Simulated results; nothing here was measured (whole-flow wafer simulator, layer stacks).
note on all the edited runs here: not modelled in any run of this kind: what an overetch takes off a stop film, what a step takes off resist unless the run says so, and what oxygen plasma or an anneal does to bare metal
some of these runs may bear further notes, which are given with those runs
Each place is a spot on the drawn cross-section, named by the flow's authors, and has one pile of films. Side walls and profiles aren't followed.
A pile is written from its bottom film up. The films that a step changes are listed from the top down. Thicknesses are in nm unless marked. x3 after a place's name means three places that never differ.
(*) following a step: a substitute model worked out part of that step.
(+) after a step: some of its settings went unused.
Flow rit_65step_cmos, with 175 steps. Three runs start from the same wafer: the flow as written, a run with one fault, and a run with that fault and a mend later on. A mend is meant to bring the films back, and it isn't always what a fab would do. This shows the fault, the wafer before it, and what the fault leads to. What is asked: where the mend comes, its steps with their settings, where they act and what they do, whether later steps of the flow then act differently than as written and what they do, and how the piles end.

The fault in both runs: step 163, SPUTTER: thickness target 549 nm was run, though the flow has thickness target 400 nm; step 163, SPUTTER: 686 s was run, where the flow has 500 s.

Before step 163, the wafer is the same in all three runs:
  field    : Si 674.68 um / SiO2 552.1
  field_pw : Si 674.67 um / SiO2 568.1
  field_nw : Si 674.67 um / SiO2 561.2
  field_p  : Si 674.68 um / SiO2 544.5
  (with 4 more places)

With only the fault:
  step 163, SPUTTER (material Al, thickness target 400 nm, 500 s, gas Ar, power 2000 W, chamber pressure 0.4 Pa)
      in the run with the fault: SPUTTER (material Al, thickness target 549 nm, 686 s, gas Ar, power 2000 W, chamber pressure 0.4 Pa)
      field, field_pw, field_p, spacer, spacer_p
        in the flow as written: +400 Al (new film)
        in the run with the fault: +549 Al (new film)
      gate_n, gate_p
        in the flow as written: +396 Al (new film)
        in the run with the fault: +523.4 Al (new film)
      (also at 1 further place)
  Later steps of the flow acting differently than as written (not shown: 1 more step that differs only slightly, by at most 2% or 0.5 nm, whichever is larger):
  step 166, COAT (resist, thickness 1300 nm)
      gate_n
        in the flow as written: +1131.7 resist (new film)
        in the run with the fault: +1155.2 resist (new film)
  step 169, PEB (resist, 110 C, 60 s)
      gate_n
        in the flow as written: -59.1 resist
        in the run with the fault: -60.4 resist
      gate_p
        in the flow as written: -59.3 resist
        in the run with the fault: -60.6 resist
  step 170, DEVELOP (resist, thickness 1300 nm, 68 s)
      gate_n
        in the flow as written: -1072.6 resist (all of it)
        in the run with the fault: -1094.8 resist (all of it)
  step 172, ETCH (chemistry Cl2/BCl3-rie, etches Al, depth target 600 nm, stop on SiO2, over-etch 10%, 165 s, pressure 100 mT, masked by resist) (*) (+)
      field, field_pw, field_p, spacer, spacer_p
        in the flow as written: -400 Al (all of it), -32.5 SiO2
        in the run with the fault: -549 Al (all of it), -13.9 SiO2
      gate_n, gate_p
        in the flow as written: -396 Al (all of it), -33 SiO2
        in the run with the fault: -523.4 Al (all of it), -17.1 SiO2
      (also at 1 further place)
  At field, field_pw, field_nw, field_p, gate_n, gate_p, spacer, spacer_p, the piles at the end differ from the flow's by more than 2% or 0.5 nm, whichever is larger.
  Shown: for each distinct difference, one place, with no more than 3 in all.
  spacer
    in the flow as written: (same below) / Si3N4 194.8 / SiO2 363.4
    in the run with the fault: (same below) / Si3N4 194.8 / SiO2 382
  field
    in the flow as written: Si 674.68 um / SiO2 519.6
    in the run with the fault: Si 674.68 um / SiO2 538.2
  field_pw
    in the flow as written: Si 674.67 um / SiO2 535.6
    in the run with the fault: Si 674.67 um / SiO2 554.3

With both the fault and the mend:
  After step 164 comes the mend.
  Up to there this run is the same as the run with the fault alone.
  step 164a, ETCH (chemistry al pan, depth target 627.6 nm)
      field, field_pw, field_nw, field_p, spacer, spacer_p
        -549 Al (all of it)
      gate_n, gate_p
        -523.4 Al (all of it)
  step 164b, SPUTTER (material Al, thickness target 400 nm, 500 s, gas Ar, power 2000 W, chamber pressure 0.4 Pa) (a further turn of the flow's step 163)
      field, field_pw, field_p, spacer, spacer_p
        +400 Al (new film)
      gate_n, gate_p
        +396 Al (new film)
      field_nw
        +397.2 Al (new film)
  None of the later steps of the flow acts differently than as written at any place that is followed.
  The piles end the same as the flow's at every place that both follow.
